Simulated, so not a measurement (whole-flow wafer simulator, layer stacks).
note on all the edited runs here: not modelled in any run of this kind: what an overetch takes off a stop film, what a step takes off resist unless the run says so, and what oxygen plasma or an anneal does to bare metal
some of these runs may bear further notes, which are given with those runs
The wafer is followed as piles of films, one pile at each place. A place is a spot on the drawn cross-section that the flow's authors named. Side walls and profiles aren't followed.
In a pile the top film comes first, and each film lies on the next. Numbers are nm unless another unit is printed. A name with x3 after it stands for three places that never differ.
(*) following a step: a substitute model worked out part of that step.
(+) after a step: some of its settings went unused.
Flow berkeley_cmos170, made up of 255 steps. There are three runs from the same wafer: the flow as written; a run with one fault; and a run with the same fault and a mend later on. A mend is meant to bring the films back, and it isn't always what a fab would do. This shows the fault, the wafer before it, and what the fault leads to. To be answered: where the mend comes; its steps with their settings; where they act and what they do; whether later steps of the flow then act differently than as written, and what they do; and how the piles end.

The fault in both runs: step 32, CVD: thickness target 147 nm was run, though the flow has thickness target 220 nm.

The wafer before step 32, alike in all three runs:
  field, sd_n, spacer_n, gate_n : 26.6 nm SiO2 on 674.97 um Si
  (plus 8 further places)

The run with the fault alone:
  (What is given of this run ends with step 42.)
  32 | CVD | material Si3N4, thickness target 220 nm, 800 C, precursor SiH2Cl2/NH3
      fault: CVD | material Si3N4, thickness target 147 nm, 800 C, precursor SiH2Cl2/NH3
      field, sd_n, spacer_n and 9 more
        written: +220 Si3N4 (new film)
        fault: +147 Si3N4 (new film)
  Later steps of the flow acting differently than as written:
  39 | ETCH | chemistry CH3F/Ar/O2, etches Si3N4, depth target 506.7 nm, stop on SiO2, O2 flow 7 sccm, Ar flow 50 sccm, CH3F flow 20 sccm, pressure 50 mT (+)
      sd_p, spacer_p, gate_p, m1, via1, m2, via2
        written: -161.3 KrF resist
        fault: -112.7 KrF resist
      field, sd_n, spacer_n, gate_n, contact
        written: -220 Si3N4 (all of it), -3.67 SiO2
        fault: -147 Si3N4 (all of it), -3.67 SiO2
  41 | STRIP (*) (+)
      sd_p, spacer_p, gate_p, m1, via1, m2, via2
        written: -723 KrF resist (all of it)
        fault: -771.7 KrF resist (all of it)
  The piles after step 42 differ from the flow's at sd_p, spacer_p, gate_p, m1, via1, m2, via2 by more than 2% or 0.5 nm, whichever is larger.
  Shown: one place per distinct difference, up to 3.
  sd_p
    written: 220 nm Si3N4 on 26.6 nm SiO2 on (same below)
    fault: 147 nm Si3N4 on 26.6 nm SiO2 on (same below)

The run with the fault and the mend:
  The mend follows step 32.
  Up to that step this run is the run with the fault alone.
  32a | CVD | material Si3N4, thickness target 73 nm, 800 C, precursor SiH2Cl2/NH3 (the flow's step 32, run once more with other settings)
      field, sd_n, spacer_n and 9 more
        +73 Si3N4
  None of the later steps of the flow acts differently than as written at any place that is followed.
  By the end, the piles equal the flow's at every place that both follow.
